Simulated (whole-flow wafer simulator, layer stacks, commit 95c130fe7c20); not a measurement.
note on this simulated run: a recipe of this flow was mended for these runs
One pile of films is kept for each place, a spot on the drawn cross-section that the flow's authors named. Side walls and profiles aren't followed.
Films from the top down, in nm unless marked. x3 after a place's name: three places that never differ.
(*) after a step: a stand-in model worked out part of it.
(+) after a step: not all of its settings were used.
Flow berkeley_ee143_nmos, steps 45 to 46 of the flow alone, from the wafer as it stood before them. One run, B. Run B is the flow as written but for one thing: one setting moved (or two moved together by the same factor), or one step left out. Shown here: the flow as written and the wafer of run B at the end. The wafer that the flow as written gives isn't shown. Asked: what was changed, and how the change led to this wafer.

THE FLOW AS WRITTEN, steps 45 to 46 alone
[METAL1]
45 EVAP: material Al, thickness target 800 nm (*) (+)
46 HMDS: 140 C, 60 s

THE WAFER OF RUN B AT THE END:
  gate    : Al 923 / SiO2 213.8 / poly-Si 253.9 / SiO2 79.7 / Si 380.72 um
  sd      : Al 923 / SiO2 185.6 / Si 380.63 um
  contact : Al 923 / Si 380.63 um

The cause: step 45, EVAP: thickness target 923 nm was run, where the flow has thickness target 800 nm.
It can be read off the wafer: gate has Al 923, and step 45 as written asks for 800 nm.

How the change led to this, step by step:
  45 EVAP: material Al, thickness target 800 nm (*) (+)
      gate, sd, contact, field: Al +923 (new film) (as written it would be: Al +800 (new film))
